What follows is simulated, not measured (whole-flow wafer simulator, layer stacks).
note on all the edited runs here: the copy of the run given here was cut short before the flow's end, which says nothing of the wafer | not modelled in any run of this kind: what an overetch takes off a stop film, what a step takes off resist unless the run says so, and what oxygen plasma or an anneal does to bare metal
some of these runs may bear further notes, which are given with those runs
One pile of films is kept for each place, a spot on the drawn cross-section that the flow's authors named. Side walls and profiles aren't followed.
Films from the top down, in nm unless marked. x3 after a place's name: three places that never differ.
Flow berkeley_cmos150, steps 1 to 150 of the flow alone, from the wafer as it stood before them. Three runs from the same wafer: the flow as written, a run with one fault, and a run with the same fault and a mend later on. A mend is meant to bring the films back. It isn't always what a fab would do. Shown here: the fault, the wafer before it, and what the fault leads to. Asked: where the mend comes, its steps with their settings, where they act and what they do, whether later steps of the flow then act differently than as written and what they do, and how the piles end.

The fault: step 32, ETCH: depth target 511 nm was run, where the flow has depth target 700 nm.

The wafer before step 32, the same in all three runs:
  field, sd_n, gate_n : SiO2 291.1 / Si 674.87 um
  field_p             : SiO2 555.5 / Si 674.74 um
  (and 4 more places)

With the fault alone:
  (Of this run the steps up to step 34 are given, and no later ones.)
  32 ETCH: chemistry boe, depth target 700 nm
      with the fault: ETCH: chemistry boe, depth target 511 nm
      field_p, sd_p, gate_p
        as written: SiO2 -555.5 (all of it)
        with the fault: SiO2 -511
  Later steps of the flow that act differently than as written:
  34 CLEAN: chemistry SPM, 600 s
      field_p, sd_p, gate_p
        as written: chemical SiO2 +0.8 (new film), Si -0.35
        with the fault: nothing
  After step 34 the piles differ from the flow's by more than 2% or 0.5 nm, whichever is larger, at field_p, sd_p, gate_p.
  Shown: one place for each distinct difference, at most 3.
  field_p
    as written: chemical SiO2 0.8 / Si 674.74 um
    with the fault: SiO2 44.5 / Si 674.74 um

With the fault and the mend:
  The mend comes after step 33.
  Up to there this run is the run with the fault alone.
  33a ETCH: chemistry boe, depth target 189 nm (the flow's step 32 once more, with other settings)
      field_p, sd_p, gate_p
        SiO2 -44.5 (all of it)
  No later step of the flow acts differently than as written at any place that is followed.
  At the end the piles are the same as the flow's at every place that both follow.
